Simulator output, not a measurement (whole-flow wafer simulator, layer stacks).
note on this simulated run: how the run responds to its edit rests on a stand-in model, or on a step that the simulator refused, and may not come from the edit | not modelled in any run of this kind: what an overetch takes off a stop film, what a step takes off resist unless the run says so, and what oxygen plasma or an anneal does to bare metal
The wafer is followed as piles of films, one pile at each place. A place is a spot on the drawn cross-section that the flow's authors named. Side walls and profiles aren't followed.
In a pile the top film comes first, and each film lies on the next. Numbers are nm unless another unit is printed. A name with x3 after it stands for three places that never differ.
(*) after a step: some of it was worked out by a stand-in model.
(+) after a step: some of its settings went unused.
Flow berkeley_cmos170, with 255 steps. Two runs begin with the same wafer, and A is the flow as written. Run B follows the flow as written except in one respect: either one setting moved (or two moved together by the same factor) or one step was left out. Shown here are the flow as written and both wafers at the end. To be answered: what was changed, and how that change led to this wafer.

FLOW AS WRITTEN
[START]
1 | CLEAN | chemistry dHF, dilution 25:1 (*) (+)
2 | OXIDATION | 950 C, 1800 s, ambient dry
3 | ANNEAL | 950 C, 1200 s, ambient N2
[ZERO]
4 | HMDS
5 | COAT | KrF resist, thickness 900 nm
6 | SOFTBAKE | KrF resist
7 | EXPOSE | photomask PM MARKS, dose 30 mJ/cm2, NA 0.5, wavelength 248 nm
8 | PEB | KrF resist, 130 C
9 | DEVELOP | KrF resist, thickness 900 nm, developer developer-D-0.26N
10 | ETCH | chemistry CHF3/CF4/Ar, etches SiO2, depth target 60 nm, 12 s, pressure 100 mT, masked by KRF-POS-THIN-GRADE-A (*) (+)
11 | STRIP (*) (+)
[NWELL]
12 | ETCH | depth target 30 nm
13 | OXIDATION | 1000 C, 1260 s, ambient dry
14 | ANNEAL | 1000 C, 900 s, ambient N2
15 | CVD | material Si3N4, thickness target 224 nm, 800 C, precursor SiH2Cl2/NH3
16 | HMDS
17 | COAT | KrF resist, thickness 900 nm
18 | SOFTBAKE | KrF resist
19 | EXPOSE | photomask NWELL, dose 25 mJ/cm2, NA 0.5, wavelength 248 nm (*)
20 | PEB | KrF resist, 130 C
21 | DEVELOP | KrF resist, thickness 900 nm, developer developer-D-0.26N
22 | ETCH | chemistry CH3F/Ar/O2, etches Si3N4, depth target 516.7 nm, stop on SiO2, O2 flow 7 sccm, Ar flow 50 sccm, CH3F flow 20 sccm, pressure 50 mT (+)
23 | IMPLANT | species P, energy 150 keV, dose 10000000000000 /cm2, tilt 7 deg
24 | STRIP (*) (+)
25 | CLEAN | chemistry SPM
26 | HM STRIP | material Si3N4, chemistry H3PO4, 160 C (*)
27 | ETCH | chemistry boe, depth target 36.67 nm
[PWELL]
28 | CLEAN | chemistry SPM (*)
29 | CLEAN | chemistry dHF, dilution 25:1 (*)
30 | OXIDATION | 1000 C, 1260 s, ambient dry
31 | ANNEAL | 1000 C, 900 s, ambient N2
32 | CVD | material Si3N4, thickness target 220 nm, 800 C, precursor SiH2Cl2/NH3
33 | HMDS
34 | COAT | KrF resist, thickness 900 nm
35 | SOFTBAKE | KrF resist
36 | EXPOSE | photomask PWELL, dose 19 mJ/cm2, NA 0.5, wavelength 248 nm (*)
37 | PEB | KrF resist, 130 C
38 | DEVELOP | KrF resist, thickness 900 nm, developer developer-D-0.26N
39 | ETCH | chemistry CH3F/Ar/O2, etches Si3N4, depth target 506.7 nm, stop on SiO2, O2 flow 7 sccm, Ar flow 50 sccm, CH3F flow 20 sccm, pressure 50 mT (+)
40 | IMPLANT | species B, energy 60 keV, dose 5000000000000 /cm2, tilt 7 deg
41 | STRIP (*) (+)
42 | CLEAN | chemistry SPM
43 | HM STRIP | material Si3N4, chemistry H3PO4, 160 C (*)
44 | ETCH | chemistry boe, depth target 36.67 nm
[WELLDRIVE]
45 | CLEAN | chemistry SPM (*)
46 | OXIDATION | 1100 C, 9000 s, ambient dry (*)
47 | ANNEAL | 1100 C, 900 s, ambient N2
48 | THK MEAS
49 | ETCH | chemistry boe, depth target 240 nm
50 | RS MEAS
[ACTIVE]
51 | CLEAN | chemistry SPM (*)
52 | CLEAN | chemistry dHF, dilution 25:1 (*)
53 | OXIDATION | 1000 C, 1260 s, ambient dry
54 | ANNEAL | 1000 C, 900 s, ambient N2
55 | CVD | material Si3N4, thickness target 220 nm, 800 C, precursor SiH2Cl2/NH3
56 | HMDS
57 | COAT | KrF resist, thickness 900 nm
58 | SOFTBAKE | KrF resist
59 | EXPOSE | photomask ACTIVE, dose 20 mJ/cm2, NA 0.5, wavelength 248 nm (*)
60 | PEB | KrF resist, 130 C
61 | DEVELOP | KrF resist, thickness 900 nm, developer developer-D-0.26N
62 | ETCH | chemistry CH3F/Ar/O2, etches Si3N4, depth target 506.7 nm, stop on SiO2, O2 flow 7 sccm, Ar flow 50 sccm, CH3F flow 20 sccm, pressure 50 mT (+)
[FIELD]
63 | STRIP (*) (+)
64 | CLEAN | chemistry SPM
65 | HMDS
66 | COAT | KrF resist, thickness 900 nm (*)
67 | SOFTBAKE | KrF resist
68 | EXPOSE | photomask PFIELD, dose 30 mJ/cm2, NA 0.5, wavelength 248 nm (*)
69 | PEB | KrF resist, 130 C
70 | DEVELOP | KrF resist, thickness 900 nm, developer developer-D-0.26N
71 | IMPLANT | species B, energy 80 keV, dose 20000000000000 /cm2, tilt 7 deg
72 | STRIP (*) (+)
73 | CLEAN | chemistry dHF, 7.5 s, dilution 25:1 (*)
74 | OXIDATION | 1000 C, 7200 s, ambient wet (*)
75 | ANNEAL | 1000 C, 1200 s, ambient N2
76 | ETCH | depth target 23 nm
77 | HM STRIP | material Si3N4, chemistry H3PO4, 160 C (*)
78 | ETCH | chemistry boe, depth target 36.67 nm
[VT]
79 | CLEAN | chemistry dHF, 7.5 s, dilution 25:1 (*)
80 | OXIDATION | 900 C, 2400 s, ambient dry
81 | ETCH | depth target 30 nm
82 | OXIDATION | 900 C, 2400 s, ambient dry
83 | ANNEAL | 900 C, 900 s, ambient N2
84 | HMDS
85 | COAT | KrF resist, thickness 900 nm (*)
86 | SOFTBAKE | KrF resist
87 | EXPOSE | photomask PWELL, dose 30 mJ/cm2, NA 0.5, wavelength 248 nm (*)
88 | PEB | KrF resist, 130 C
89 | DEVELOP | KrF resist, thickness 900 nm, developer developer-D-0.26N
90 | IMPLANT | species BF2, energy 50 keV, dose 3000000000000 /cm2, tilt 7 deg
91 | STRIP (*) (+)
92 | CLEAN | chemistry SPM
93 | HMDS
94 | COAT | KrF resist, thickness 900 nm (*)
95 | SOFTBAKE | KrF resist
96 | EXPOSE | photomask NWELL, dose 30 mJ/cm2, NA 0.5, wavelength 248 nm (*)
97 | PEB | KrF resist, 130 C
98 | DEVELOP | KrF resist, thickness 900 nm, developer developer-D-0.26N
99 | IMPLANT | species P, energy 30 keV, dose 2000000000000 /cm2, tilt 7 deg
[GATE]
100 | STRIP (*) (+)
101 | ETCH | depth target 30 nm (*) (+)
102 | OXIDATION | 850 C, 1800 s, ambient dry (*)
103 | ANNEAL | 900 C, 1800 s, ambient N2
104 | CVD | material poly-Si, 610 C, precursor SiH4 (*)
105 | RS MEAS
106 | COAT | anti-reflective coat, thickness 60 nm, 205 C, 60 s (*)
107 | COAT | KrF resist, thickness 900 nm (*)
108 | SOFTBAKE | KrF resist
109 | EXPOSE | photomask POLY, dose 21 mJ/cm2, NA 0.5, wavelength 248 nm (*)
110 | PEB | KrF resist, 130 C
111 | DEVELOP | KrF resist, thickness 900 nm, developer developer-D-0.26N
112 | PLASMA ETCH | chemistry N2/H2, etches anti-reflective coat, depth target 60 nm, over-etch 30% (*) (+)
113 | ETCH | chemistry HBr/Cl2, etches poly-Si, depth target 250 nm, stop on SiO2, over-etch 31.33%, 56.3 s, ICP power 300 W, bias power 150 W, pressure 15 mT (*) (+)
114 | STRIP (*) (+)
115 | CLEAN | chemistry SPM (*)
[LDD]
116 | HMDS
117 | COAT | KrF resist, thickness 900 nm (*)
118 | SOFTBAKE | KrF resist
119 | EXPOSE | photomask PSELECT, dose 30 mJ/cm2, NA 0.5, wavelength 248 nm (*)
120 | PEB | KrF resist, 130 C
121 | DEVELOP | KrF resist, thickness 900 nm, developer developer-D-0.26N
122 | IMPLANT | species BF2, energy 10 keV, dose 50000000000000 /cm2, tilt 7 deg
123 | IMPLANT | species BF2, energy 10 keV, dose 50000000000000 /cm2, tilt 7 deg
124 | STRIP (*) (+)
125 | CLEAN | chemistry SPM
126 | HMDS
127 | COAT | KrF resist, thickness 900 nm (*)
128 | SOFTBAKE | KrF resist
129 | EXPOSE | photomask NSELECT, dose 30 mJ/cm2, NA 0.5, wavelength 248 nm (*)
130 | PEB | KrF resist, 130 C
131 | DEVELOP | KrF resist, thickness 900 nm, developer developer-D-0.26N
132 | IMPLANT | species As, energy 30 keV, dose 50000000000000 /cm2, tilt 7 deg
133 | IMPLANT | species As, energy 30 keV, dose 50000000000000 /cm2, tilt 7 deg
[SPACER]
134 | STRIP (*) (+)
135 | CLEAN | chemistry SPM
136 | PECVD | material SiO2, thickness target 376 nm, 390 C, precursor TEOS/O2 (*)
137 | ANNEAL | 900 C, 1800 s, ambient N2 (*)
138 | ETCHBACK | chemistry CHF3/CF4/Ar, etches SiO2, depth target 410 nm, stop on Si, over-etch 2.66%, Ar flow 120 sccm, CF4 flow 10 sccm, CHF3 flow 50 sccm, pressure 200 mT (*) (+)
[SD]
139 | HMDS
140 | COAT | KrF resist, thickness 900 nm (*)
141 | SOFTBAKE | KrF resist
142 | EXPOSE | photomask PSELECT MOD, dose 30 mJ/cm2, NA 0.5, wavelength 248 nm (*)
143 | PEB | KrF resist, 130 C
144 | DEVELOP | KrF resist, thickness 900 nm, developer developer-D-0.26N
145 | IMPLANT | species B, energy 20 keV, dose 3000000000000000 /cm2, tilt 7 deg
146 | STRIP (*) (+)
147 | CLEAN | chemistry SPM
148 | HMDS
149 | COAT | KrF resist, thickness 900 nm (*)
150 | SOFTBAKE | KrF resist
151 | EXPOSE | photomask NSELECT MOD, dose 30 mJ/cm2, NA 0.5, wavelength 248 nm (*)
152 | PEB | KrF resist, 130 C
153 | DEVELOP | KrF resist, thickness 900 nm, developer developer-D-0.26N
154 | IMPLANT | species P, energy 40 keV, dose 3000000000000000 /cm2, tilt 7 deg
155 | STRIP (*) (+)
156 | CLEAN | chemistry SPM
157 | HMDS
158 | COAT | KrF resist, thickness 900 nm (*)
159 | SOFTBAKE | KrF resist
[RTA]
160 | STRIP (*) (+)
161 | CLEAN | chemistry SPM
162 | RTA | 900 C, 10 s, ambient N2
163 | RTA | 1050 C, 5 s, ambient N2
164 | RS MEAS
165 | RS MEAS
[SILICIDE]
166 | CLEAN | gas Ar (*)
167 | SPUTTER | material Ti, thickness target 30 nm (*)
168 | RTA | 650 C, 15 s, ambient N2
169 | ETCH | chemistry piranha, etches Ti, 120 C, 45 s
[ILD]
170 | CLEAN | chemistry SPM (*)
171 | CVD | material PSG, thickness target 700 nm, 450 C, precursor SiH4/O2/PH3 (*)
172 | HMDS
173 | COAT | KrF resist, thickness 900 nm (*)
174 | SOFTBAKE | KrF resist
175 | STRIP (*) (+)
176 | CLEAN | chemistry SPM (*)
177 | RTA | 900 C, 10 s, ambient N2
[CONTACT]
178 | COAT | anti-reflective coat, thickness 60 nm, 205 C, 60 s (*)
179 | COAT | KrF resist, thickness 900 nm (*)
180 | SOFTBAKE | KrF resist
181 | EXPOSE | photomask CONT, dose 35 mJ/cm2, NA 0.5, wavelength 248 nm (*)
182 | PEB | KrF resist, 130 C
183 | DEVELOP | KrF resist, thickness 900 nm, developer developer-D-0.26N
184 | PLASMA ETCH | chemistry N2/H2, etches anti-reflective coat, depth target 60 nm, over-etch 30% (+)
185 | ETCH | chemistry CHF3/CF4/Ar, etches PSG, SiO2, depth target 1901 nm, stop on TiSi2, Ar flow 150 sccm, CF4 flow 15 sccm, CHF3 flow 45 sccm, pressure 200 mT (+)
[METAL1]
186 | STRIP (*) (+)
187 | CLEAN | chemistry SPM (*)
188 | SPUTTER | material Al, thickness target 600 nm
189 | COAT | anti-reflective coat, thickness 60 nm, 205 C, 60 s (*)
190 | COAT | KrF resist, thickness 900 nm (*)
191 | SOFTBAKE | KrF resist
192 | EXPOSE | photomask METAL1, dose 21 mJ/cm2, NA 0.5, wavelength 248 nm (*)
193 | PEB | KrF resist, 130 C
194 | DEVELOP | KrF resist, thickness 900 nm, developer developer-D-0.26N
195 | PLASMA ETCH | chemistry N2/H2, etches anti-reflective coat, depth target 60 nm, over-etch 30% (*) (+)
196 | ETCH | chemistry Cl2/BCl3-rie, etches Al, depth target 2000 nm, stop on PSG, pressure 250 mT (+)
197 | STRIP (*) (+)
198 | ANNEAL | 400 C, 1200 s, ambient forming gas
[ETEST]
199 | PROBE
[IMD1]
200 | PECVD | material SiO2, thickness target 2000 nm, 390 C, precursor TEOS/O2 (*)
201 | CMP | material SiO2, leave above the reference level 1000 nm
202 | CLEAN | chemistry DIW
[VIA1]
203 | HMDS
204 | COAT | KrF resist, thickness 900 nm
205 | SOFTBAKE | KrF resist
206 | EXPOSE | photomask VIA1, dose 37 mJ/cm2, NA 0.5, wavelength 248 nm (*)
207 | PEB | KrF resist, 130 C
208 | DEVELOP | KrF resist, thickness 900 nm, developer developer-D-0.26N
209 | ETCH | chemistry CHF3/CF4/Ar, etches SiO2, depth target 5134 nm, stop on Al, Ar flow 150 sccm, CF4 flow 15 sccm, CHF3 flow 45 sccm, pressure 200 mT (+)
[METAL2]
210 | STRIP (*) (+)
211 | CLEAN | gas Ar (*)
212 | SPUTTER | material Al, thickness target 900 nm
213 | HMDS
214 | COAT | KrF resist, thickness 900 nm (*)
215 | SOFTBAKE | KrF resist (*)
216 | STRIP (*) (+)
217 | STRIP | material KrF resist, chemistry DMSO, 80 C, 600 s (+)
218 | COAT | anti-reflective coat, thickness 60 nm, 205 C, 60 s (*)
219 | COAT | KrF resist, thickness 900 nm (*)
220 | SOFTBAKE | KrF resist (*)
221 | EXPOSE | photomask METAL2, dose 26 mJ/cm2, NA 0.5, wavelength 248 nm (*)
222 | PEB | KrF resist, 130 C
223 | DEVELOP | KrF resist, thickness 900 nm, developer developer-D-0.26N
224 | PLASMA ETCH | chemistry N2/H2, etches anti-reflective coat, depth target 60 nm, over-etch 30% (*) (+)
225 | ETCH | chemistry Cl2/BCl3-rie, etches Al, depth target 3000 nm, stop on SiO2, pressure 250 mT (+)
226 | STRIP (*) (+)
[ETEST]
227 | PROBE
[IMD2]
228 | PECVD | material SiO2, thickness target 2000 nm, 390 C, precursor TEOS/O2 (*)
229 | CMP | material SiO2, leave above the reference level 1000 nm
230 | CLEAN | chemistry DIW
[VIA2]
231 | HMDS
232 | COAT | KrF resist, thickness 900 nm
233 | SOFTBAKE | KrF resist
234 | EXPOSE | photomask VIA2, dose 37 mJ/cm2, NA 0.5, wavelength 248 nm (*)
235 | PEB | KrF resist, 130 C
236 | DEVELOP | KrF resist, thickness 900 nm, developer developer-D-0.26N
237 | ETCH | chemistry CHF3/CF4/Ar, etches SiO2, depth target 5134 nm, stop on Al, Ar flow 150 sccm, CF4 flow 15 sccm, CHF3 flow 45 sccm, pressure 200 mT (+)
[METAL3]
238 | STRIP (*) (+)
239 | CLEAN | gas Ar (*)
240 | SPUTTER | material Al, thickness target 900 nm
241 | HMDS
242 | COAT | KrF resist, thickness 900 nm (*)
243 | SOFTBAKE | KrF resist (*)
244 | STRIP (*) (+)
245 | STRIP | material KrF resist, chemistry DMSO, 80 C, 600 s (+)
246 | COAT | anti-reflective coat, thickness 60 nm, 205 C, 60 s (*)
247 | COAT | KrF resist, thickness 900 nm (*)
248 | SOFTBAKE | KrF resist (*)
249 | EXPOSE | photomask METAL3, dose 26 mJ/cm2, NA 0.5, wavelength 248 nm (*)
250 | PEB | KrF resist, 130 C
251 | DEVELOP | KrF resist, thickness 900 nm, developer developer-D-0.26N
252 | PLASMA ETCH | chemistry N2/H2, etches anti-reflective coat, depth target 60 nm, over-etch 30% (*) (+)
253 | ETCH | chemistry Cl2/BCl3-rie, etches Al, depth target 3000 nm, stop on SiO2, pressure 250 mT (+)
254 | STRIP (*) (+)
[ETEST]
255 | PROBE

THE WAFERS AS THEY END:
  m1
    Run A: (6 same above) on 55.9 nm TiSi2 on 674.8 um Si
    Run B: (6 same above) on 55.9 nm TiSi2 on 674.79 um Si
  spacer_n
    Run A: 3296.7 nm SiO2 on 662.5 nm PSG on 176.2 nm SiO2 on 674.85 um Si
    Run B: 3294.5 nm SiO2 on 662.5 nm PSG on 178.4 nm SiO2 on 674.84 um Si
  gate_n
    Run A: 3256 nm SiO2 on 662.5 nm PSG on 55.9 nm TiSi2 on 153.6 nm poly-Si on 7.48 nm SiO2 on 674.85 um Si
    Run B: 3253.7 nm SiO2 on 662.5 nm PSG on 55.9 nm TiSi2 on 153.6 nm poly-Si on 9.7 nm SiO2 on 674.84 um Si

What caused this: step 82, OXIDATION: 990 C was run, though the flow has 900 C.

How this came from the change, step by step:
  82 | OXIDATION | 900 C, 2400 s, ambient dry
      sd_n, spacer_n, gate_n and 8 more: A SiO2 gains 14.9 (new film), Si loses 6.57 | B SiO2 gains 34.4 (new film), Si loses 15.1
      field: A SiO2 gains 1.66, Si loses 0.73 | B SiO2 gains 5.32, Si loses 2.34
  101 | ETCH | depth target 30 nm (*) (+)
      sd_n, spacer_n, gate_n and 8 more: A SiO2 loses 14.9 (all of it) | B SiO2 loses 30
  102 | OXIDATION | 850 C, 1800 s, ambient dry (*)
      sd_n, spacer_n, gate_n and 8 more: A SiO2 gains 7.48 (new film), Si loses 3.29 | B SiO2 gains 5.28, Si loses 2.32
  106 | COAT | anti-reflective coat, thickness 60 nm, 205 C, 60 s (*)
      field: A anti-reflective coat gains 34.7 (new film) | B anti-reflective coat gains 35.7 (new film)
      sd_n: A anti-reflective coat gains 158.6 (new film) | B anti-reflective coat gains 168.8 (new film)
      (as well as at 5 more places)
  112 | PLASMA ETCH | chemistry N2/H2, etches anti-reflective coat, depth target 60 nm, over-etch 30% (*) (+)
      field: A anti-reflective coat loses 34.7 (all of it), poly-Si loses 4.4 | B anti-reflective coat loses 35.7 (all of it), poly-Si loses 4.71
      sd_n: A anti-reflective coat loses 158.6 (all of it), poly-Si loses 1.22 | B anti-reflective coat loses 168.8 (all of it), poly-Si loses 1.3
      (as well as at 3 more places)
  114 | STRIP (*) (+)
      gate_n: A chemical SiO2 gains 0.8 (new film), KrF resist loses 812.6 (all of it), anti-reflective coat loses 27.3 (all of it), poly-Si loses 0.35 | B chemical SiO2 gains 0.8 (new film), KrF resist loses 821 (all of it), anti-reflective coat loses 25.3 (all of it), poly-Si loses 0.35
      gate_p: A chemical SiO2 gains 0.8 (new film), KrF resist loses 782.1 (all of it), anti-reflective coat loses 29.6 (all of it), poly-Si loses 0.35 | B chemical SiO2 gains 0.8 (new film), KrF resist loses 786.4 (all of it), anti-reflective coat loses 28.6 (all of it), poly-Si loses 0.35
  178 | COAT | anti-reflective coat, thickness 60 nm, 205 C, 60 s (*)
      sd_n: A anti-reflective coat gains 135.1 (new film) | B anti-reflective coat gains 140.8 (new film)
      m2: A anti-reflective coat gains 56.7 (new film) | B anti-reflective coat gains 55.4 (new film)
  186 | STRIP (*) (+)
      sd_n: A KrF resist loses 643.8 (all of it), anti-reflective coat loses 135.1 (all of it) | B KrF resist loses 643.2 (all of it), anti-reflective coat loses 140.8 (all of it)
      m2: A KrF resist loses 689 (all of it), anti-reflective coat loses 56.7 (all of it) | B KrF resist loses 692.7 (all of it), anti-reflective coat loses 55.4 (all of it)
  189 | COAT | anti-reflective coat, thickness 60 nm, 205 C, 60 s (*)
      m2: A anti-reflective coat gains 61.1 (new film) | B anti-reflective coat gains 59.8 (new film)
  197 | STRIP (*) (+)
      m2: A KrF resist loses 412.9 (all of it), anti-reflective coat loses 61.1 (all of it) | B KrF resist loses 415.7 (all of it), anti-reflective coat loses 59.8 (all of it)
